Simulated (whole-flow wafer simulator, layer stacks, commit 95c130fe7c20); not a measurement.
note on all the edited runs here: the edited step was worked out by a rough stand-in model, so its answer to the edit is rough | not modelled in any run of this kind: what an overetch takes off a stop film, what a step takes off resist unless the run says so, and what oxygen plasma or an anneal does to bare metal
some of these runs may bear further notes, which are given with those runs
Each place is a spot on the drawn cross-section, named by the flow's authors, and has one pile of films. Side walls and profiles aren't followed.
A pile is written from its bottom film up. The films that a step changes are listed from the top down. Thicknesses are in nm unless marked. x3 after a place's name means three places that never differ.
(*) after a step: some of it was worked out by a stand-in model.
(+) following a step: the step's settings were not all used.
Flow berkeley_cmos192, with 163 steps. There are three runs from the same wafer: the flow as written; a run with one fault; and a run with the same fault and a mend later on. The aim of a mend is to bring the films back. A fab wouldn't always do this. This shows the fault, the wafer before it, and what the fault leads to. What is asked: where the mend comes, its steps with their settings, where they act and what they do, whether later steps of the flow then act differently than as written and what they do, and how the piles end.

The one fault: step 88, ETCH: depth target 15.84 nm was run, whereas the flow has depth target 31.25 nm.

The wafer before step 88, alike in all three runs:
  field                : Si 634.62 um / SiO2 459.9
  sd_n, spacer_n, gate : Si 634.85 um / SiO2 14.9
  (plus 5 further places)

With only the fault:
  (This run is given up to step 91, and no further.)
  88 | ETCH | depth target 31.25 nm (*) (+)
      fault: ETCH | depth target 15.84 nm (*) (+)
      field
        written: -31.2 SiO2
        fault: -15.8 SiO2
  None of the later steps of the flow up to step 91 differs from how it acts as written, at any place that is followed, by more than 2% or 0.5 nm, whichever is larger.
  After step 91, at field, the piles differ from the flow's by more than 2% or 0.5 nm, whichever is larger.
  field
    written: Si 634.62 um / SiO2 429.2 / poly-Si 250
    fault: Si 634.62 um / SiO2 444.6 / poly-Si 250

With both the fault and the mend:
  The mend follows step 88.
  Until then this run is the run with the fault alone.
  88a | ETCH | depth target 15.41 nm (*) (+) (the flow's step 88 again, with other settings)
      field
        -15.4 SiO2
  None of the later steps of the flow differs from how it acts as written, at any place that is followed, by more than 2% or 0.5 nm, whichever is larger.
  The piles end the same as the flow's at every place that both follow.
